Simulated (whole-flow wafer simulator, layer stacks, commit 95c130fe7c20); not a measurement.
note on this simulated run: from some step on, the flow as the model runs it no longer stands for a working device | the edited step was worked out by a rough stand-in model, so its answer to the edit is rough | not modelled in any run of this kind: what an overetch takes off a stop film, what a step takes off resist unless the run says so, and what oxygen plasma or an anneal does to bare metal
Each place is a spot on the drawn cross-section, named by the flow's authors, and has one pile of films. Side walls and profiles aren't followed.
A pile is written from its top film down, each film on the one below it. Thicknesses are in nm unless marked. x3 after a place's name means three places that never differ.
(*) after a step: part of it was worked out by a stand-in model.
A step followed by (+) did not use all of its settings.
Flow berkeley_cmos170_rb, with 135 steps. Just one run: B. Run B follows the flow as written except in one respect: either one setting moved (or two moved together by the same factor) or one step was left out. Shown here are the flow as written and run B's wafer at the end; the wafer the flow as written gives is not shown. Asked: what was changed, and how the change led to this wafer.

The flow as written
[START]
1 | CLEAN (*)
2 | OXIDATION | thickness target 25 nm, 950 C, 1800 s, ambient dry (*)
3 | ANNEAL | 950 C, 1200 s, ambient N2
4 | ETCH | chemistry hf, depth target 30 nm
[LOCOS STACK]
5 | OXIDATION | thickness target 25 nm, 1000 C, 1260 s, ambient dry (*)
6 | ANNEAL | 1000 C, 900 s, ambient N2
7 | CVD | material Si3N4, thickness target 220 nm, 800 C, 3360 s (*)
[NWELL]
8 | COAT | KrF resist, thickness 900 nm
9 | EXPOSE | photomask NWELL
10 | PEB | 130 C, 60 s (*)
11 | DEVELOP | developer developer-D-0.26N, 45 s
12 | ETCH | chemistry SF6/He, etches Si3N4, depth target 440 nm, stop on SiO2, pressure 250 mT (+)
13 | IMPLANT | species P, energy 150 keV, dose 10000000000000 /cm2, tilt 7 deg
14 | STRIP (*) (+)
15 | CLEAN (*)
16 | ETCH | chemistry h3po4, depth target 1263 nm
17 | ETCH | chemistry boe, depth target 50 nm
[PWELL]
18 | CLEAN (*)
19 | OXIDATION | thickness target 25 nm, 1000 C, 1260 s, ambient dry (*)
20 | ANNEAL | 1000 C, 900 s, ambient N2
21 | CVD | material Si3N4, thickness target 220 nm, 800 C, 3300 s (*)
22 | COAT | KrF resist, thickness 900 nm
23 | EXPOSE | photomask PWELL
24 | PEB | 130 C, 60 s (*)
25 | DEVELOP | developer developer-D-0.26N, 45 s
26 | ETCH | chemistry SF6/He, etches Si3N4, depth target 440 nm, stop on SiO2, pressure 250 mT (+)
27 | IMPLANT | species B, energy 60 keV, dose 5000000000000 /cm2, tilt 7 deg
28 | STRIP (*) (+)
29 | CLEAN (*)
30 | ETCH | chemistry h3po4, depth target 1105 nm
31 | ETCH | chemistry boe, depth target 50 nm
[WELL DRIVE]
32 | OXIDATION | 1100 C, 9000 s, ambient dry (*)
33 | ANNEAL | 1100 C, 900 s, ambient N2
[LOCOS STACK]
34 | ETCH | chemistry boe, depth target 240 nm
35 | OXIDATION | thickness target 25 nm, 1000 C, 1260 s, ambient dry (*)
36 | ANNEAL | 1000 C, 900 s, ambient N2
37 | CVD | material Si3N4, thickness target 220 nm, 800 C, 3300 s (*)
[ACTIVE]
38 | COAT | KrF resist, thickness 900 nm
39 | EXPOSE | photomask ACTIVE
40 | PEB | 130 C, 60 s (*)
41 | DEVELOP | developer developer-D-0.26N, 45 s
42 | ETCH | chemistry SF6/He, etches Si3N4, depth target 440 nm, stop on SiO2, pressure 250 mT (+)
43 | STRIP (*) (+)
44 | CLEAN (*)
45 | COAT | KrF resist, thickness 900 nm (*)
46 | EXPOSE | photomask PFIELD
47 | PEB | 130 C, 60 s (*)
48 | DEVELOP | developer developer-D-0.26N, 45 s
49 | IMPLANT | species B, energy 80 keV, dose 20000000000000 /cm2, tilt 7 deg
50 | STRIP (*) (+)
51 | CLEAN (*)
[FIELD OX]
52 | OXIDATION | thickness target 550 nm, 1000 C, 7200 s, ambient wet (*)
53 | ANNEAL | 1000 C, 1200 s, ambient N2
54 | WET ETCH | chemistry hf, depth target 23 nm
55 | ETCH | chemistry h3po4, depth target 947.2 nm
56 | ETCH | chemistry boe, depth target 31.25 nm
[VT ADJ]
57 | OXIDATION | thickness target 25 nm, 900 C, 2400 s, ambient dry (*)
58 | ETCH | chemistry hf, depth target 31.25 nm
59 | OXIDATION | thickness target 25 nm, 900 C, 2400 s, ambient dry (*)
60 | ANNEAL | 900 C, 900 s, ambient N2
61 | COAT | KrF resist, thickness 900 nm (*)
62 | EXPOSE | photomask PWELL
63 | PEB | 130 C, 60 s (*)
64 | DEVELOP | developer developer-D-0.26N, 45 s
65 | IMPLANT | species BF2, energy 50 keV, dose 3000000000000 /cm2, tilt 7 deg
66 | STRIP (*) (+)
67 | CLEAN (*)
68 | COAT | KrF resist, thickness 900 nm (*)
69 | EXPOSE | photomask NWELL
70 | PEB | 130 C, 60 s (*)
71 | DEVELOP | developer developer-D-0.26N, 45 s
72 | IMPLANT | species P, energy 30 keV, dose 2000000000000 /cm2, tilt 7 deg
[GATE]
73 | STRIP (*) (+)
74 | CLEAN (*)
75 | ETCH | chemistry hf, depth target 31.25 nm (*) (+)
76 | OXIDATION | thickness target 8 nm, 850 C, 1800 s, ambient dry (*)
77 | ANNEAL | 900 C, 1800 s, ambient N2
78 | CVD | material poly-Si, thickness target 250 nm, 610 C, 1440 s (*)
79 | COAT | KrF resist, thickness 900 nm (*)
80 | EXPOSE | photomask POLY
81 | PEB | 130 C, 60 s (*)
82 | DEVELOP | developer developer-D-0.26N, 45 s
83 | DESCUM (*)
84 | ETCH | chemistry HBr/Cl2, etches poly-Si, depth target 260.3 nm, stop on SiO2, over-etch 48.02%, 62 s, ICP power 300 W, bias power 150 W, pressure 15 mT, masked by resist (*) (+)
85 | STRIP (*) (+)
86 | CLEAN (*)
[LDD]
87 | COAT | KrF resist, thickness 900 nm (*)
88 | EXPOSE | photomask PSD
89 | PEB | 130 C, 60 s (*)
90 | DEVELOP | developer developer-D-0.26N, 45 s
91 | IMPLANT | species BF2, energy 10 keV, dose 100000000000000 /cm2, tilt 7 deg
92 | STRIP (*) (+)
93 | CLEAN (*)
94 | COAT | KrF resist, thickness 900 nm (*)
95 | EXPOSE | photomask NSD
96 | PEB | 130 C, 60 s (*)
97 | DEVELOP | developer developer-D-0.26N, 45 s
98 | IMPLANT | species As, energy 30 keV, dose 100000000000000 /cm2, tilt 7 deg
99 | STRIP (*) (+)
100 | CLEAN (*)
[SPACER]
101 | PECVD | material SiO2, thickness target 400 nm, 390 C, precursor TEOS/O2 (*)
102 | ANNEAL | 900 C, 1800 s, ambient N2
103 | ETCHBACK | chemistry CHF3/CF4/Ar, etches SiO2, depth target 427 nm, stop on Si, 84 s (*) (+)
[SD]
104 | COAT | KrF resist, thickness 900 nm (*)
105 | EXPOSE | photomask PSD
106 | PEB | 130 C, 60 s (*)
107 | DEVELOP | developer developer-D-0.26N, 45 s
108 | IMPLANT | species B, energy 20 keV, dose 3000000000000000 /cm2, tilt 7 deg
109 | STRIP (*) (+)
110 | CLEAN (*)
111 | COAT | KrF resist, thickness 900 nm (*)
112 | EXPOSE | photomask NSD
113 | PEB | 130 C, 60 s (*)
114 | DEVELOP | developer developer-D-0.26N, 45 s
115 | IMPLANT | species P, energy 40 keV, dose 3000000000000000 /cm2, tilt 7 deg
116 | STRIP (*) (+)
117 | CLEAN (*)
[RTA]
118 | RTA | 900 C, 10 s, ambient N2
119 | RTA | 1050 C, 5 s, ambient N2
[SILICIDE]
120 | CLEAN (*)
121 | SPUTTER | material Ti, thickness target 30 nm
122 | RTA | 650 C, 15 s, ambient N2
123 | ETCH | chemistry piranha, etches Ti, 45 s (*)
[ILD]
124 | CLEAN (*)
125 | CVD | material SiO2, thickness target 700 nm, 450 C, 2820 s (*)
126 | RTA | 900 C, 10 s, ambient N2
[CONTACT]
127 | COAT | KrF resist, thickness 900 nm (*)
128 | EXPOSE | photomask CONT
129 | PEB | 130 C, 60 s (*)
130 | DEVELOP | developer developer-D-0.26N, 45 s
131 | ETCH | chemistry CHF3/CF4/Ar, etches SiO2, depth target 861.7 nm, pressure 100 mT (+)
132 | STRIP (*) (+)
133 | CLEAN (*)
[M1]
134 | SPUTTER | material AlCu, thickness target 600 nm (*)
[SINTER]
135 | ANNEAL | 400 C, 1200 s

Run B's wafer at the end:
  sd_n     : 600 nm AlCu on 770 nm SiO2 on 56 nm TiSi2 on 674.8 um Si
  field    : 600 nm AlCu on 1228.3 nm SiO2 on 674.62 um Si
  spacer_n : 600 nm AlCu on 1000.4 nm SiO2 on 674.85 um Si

The reason: step 125, CVD: thickness target 770 nm was run, though the flow has thickness target 700 nm.
The wafer itself shows it: sd_n has SiO2 770, and step 125 as written asks for 700 nm.

Step by step, how the change led to this:
  125 | CVD | material SiO2, thickness target 700 nm, 450 C, 2820 s (*)
      sd_n, gate, sd_p, gate_p, contact, m1: +770 SiO2 (new film) (in the flow as written it would be: +700 SiO2 (new film))
      field, spacer_n, spacer_p: +770 SiO2 (in the flow as written it would be: +700 SiO2)
  131 | ETCH | chemistry CHF3/CF4/Ar, etches SiO2, depth target 861.7 nm, pressure 100 mT (+)
      contact: -770 SiO2 (all of it), -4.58 TiSi2 (in the flow as written it would be: -700 SiO2 (all of it), -8.08 TiSi2)
  134 | SPUTTER | material AlCu, thickness target 600 nm (*)
      contact: +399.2 AlCu (new film) (in the flow as written it would be: +415.1 AlCu (new film))
